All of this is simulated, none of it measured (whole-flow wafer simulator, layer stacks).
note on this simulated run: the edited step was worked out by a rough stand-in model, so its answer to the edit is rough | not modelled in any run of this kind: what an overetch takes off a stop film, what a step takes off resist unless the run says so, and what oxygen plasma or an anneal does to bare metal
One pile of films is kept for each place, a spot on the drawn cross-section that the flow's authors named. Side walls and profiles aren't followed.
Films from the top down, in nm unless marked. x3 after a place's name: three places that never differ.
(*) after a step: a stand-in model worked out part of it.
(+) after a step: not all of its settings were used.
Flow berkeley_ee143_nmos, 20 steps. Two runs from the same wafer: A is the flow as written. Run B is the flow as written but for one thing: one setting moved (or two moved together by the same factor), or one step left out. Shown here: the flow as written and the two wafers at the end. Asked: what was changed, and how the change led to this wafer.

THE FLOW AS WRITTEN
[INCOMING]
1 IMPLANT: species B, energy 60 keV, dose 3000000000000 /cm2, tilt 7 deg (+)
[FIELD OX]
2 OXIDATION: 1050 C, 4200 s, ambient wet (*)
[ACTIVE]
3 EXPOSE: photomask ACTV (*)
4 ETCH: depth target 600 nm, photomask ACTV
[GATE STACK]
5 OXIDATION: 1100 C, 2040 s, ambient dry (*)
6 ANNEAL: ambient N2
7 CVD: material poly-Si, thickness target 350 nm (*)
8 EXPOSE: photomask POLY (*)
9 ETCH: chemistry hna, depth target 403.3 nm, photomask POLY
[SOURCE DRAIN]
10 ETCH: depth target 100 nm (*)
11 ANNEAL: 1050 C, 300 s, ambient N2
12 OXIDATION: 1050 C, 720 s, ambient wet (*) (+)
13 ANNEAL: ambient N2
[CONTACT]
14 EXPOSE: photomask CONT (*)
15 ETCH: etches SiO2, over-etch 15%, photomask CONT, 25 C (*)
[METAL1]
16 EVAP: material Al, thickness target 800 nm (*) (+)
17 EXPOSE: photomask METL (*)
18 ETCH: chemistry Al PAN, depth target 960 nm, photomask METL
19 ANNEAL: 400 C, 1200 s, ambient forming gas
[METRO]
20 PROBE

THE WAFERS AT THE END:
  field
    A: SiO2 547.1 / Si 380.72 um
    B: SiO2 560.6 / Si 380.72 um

The cause: step 10, ETCH: depth target 85 nm was run, where the flow has depth target 100 nm.

How the change led to this, step by step:
  10 ETCH: depth target 100 nm (*)
      field: A SiO2 -100 | B SiO2 -85
  12 OXIDATION: 1050 C, 720 s, ambient wet (*) (+)
      field: A SiO2 +69.1, Si -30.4 | B SiO2 +67.7, Si -29.8
